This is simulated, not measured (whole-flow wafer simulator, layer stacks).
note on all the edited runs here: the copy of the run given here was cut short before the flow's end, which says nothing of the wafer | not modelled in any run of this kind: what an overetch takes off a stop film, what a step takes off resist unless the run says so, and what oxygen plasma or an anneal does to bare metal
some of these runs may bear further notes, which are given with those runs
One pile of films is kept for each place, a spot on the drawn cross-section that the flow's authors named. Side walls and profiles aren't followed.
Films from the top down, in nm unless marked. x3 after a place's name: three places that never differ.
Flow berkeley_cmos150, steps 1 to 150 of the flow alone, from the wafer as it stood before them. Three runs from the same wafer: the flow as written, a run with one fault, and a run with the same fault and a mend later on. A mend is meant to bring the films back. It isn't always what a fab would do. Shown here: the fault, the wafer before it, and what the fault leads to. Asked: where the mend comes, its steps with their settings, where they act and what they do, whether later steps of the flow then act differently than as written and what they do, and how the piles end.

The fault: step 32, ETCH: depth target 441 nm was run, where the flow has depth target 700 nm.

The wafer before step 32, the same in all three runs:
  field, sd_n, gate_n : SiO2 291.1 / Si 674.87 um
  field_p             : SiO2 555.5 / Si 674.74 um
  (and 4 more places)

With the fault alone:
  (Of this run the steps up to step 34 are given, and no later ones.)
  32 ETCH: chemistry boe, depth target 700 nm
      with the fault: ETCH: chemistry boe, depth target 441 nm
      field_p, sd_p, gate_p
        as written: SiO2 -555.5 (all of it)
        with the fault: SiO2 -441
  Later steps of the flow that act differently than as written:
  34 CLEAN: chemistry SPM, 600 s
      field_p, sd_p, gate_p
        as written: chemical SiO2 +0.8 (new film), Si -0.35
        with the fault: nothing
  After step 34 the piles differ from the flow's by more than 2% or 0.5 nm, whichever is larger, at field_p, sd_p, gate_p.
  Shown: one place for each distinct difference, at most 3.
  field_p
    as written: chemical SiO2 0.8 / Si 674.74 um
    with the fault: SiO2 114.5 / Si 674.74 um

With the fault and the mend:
  The mend comes after step 33.
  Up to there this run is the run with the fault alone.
  33a ETCH: chemistry boe, depth target 259 nm (the flow's step 32 once more, with other settings)
      field_p, sd_p, gate_p
        SiO2 -114.5 (all of it)
  No later step of the flow acts differently than as written at any place that is followed.
  At the end the piles are the same as the flow's at every place that both follow.
